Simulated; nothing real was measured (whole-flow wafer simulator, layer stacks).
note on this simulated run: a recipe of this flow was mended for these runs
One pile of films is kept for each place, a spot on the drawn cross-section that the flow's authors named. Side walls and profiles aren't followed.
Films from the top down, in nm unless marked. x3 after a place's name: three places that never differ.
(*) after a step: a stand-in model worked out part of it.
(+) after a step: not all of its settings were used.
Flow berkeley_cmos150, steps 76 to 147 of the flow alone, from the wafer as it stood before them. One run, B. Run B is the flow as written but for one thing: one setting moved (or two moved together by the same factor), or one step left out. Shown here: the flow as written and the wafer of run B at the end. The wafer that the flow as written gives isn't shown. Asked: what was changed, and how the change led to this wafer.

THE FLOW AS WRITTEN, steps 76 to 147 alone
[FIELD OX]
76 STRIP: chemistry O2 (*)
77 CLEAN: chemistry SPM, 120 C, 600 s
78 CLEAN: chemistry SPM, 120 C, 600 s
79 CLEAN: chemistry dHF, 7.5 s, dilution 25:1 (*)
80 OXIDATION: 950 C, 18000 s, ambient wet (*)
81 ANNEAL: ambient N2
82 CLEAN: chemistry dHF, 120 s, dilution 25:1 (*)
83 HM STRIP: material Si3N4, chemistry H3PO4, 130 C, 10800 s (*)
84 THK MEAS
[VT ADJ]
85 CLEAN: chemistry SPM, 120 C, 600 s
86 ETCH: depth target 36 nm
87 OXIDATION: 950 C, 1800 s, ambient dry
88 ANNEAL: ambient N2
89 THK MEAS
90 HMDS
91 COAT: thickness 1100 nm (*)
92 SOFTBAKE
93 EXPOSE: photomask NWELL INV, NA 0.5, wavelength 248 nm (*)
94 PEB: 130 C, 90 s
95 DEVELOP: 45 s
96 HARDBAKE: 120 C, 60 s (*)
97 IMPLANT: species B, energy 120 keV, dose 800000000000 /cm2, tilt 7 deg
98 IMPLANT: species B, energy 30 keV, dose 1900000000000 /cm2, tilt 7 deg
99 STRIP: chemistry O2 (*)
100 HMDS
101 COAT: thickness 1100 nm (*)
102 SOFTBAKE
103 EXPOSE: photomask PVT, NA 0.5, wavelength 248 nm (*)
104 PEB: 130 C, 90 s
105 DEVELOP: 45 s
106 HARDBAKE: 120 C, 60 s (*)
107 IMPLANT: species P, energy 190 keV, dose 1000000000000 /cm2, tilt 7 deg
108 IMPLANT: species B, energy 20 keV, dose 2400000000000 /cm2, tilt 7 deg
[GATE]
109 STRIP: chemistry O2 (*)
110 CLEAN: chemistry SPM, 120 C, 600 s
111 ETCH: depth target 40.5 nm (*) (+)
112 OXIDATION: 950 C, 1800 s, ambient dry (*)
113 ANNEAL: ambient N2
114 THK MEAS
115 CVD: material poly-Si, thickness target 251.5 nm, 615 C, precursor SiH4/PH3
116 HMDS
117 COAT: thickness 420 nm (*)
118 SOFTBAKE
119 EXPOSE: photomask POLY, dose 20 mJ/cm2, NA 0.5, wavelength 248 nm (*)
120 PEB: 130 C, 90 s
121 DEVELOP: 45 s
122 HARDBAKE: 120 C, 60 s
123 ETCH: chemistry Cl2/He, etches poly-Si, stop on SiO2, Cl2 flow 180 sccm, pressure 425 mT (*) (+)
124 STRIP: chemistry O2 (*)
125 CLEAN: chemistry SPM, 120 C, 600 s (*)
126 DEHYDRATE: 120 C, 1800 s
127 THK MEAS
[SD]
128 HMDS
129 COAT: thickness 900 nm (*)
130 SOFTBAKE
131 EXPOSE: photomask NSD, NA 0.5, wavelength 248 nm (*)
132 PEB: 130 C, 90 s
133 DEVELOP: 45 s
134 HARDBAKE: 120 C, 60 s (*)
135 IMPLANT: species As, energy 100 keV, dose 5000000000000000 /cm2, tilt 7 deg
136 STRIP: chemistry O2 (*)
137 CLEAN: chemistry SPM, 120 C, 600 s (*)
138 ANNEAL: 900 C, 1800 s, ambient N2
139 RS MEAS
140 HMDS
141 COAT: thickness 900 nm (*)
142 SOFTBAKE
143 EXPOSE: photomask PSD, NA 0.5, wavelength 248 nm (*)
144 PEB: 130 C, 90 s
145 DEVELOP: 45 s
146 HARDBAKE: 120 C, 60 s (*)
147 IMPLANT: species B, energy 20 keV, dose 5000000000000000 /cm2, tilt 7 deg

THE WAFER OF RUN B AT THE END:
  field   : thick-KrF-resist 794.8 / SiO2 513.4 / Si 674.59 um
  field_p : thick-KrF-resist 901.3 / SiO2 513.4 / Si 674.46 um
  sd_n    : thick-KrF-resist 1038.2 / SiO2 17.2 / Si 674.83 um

The cause: step 83, HM STRIP: 150 C was run, where the flow has 130 C.

How the change led to this, step by step:
  83 HM STRIP: material Si3N4, chemistry H3PO4, 130 C, 10800 s (*)
      sd_n, gate_n, contact, m1: Si3N4 -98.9 (all of it), SiO2 -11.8 (as written it would be: Si3N4 -98.9 (all of it), SiO2 -1.88)
      field, field_p: SiO2 -13.9 (as written it would be: SiO2 -2.72)
      (and at 2 more places)
  86 ETCH: depth target 36 nm
      gate_n, sd_p, gate_p, contact, m1: SiO2 -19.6 (all of it) (as written it would be: SiO2 -29.6 (all of it))
  87 OXIDATION: 950 C, 1800 s, ambient dry
      sd_n: SiO2 +14.2, Si -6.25 (as written it would be: SiO2 +12.1, Si -5.32)
  111 ETCH: depth target 40.5 nm (*) (+)
      sd_n: SiO2 -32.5 (all of it) (as written it would be: SiO2 -40.4 (all of it))
